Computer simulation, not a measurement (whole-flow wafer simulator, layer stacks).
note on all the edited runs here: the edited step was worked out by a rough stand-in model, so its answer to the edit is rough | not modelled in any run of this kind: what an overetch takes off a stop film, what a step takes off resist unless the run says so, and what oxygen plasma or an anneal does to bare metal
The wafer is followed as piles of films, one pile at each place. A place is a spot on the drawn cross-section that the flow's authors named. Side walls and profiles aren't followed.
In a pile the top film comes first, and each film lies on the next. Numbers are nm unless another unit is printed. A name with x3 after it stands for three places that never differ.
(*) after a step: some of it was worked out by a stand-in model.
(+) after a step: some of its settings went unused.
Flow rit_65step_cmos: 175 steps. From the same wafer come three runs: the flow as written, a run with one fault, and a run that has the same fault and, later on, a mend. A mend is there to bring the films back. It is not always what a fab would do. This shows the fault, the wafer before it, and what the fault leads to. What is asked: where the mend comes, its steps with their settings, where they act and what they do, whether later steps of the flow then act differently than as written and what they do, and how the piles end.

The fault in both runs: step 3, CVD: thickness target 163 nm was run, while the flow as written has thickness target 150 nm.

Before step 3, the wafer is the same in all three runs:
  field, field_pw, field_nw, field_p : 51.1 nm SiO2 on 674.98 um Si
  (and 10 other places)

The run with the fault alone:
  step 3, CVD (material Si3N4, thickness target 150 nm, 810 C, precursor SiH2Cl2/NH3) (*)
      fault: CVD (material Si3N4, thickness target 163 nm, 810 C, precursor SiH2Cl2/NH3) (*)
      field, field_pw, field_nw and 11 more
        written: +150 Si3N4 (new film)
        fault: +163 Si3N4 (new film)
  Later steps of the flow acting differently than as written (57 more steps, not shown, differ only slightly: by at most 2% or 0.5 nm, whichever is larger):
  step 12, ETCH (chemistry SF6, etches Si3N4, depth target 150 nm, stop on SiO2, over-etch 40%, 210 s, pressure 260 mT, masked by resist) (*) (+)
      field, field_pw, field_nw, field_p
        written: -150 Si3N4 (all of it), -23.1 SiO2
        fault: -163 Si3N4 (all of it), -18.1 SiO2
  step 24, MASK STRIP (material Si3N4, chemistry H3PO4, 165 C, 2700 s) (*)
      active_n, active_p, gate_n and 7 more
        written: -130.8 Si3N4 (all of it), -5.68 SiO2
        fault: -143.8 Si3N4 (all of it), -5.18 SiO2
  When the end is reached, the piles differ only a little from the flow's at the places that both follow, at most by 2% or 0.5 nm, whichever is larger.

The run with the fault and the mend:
  The mend stands after step 4.
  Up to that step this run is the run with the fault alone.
  step 4a, ETCHBACK (chemistry SF6/CHF3, etches Si3N4, depth target 13 nm, CHF3 flow 30 sccm, pressure 40 mT) (*) (+)
      field, field_pw, field_nw and 11 more
        -13 Si3N4
  None of the later steps of the flow acts differently than as written at any place that is followed.
  By the end, the piles equal the flow's at every place that both follow.
